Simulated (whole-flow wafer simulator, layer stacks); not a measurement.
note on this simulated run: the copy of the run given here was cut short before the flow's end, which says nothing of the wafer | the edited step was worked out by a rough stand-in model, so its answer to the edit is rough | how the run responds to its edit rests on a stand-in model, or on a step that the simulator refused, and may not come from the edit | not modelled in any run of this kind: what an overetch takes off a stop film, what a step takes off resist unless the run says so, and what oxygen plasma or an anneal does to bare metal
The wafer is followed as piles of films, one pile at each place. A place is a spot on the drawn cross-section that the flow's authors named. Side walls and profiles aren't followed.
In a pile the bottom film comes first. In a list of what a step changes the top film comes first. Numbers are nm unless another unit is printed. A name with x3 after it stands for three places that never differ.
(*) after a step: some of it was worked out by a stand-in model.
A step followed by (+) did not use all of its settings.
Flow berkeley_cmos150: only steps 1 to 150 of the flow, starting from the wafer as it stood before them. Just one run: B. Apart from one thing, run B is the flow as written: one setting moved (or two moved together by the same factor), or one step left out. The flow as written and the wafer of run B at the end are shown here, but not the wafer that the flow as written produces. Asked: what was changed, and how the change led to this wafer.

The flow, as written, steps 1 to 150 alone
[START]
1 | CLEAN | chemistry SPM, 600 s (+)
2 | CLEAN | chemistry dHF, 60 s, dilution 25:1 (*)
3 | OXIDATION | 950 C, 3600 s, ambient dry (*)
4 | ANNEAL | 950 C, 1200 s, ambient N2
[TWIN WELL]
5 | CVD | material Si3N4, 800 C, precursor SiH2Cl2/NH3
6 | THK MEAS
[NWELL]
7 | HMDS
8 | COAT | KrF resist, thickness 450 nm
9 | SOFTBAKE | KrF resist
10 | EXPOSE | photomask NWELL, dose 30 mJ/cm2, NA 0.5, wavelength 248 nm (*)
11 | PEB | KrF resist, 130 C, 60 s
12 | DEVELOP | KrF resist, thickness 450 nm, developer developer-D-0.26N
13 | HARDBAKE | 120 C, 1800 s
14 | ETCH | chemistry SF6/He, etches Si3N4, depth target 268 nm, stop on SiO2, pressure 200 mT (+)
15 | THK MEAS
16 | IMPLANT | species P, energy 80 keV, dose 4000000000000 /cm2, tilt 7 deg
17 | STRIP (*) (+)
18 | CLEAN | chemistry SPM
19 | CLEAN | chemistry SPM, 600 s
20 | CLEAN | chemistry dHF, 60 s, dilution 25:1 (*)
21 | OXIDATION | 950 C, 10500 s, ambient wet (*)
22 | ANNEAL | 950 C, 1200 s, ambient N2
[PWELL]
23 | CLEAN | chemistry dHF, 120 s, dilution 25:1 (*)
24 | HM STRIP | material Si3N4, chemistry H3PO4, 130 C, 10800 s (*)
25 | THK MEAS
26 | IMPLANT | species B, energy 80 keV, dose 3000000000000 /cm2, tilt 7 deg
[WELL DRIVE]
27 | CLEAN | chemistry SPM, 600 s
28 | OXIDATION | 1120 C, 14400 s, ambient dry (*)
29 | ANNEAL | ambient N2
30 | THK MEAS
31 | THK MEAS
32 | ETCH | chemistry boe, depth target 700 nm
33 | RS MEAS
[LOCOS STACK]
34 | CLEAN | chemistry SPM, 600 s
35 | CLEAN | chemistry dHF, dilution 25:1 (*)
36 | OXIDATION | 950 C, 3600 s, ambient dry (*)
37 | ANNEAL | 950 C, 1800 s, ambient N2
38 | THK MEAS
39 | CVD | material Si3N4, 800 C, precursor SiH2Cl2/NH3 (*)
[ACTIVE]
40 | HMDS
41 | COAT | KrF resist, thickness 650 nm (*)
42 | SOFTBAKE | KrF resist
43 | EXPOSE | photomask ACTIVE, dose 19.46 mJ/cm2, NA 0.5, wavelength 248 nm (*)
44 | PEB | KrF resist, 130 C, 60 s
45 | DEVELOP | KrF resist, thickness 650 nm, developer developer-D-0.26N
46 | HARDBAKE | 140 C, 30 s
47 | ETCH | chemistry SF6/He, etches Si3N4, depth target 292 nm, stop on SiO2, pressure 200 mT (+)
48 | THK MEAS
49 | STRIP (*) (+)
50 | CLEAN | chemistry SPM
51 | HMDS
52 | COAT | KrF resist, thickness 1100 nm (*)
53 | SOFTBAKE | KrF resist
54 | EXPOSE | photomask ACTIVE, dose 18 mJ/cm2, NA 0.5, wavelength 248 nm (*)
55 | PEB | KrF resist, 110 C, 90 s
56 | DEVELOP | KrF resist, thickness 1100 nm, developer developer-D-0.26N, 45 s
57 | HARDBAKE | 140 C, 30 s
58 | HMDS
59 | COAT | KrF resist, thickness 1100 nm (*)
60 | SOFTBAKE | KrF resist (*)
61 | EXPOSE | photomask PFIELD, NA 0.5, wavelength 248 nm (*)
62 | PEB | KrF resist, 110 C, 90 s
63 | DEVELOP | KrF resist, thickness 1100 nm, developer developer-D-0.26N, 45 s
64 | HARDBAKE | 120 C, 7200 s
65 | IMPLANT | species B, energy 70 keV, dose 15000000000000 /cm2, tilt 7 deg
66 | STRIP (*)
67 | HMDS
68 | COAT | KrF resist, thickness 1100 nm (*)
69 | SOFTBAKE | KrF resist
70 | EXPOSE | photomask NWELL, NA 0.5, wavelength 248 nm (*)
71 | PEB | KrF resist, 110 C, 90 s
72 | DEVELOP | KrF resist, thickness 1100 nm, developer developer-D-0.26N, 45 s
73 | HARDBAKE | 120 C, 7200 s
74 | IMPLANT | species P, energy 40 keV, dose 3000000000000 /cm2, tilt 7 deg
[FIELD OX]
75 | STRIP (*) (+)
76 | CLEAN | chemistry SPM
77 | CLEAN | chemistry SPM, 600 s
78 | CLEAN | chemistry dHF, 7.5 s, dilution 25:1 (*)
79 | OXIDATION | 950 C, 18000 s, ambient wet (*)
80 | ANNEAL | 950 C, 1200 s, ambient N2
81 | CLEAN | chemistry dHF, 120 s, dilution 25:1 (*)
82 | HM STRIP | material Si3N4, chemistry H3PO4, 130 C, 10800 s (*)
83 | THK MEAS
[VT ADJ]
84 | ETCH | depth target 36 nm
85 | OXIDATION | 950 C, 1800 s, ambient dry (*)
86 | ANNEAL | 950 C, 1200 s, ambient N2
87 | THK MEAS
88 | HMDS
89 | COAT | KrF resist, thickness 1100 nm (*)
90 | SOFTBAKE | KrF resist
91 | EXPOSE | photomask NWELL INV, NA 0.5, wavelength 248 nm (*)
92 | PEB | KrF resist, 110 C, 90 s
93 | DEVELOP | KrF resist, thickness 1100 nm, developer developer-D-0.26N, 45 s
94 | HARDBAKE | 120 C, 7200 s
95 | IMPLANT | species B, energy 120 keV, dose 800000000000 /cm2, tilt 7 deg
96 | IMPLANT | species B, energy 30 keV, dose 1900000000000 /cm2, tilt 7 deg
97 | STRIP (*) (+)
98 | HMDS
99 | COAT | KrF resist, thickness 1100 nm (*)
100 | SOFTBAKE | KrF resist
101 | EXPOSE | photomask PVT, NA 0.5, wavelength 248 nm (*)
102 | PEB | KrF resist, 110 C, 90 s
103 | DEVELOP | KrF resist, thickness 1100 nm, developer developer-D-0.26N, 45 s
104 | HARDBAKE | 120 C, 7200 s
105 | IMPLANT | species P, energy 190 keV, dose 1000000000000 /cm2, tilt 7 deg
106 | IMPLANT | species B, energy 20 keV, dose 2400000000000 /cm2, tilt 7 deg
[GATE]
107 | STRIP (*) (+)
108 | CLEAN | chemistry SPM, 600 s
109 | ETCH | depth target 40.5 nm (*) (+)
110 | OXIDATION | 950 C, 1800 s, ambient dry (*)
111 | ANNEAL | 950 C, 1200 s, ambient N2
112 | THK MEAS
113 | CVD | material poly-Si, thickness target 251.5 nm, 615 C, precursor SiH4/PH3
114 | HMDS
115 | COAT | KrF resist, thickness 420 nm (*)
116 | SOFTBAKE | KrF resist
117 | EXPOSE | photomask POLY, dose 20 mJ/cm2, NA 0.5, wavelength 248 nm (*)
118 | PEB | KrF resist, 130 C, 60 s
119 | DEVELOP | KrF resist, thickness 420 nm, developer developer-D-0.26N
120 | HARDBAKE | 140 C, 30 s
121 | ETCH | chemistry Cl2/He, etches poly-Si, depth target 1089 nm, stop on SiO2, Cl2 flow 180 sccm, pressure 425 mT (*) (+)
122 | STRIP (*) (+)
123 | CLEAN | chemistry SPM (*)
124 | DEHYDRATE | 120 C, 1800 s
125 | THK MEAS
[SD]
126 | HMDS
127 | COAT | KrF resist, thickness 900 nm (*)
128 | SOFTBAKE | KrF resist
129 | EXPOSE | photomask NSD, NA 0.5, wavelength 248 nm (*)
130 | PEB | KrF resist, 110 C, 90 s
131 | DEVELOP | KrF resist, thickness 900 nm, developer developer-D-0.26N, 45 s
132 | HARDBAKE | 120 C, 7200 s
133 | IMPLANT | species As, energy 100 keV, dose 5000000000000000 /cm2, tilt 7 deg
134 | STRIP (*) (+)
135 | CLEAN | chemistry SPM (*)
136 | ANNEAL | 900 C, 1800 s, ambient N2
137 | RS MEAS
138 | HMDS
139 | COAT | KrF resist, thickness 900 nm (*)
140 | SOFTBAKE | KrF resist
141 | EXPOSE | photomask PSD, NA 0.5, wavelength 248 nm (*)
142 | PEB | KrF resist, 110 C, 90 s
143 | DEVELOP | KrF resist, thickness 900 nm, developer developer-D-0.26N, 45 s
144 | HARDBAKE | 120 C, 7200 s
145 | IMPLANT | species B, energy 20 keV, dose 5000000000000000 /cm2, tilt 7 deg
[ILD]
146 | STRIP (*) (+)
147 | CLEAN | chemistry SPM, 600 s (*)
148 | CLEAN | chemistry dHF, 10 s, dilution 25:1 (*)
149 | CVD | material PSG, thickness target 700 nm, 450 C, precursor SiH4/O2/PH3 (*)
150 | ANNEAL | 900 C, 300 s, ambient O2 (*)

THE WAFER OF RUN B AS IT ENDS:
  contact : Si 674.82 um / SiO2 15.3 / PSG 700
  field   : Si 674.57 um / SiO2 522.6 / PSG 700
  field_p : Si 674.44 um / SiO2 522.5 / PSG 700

Cause: step 3, OXIDATION: 1140 C was run, while the flow as written has 950 C.

The path from the change to this, step by step:
  3 | OXIDATION | 950 C, 3600 s, ambient dry (*)
      field, field_p, sd_n, gate_n, sd_p, gate_p, contact, m1: SiO2 gains 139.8 (new film), Si loses 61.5 (in the flow as written it would be: SiO2 gains 31.5 (new film), Si loses 13.8)
  21 | OXIDATION | 950 C, 10500 s, ambient wet (*)
      field_p, sd_p, gate_p: SiO2 gains 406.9, Si loses 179 (in the flow as written it would be: SiO2 gains 461.2, Si loses 202.9)
  28 | OXIDATION | 1120 C, 14400 s, ambient dry (*)
      field, sd_n, gate_n, contact, m1: SiO2 gains 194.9, Si loses 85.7 (in the flow as written it would be: SiO2 gains 261.5, Si loses 115.1)
      field_p, sd_p, gate_p: SiO2 gains 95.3, Si loses 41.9 (in the flow as written it would be: SiO2 gains 103.6, Si loses 45.6)
  32 | ETCH | chemistry boe, depth target 700 nm
      field, sd_n, gate_n, contact, m1: SiO2 loses 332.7 (all of it) (in the flow as written it would be: SiO2 loses 291.1 (all of it))
      field_p, sd_p, gate_p: SiO2 loses 601.2 (all of it) (in the flow as written it would be: SiO2 loses 555.5 (all of it))
